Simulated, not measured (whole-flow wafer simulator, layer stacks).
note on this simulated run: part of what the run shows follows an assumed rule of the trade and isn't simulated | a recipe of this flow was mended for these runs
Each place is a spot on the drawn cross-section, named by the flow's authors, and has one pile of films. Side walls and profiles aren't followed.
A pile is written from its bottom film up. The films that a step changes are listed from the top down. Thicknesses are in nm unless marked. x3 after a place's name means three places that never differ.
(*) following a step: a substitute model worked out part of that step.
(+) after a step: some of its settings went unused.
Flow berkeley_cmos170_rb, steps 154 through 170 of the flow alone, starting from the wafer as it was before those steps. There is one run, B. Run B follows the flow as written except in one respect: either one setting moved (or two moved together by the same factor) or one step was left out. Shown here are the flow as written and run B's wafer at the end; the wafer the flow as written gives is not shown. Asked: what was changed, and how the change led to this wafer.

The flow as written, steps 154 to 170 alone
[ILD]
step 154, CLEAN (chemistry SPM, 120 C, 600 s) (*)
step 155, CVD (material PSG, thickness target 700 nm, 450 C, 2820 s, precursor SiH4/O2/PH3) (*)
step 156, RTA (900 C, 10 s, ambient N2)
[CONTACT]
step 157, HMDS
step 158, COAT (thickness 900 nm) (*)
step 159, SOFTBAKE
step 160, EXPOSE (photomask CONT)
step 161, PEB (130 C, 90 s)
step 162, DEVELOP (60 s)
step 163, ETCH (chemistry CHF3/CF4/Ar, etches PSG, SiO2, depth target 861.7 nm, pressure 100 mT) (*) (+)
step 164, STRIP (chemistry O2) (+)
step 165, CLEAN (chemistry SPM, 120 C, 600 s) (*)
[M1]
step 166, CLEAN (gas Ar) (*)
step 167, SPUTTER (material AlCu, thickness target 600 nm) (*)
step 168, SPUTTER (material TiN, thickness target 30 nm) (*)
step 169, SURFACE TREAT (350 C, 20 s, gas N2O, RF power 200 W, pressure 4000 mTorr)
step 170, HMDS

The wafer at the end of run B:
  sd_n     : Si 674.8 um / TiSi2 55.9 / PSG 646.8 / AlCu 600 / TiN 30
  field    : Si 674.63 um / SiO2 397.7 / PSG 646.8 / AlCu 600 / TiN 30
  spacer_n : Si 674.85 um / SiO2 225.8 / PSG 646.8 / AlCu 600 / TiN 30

The reason: step 155, CVD: thickness target 652.2 nm was run, whereas the flow has thickness target 700 nm; step 155, CVD: 2627 s was run, where the flow has 2820 s.

How this came from the change, step by step:
  step 155, CVD (material PSG, thickness target 700 nm, 450 C, 2820 s, precursor SiH4/O2/PH3) (*)
      field, sd_n, spacer_n, gate, spacer_p, gate_p, contact, m1: PSG gains 652.2 (new film) (as written it would have been: PSG gains 700 (new film))
      sd_p: PSG gains 619.5 (new film) (as written it would have been: PSG gains 664.1 (new film))
  step 163, ETCH (chemistry CHF3/CF4/Ar, etches PSG, SiO2, depth target 861.7 nm, pressure 100 mT) (*) (+)
      contact: PSG loses 652.2 (all of it), TiSi2 loses 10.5 (as written it would have been: PSG loses 700 (all of it), TiSi2 loses 8.08)
  step 167, SPUTTER (material AlCu, thickness target 600 nm) (*)
      contact: AlCu gains 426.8 (new film) (as written it would have been: AlCu gains 415.5 (new film))
  step 168, SPUTTER (material TiN, thickness target 30 nm) (*)
      contact: TiN gains 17 (new film) (as written it would have been: TiN gains 16.3 (new film))
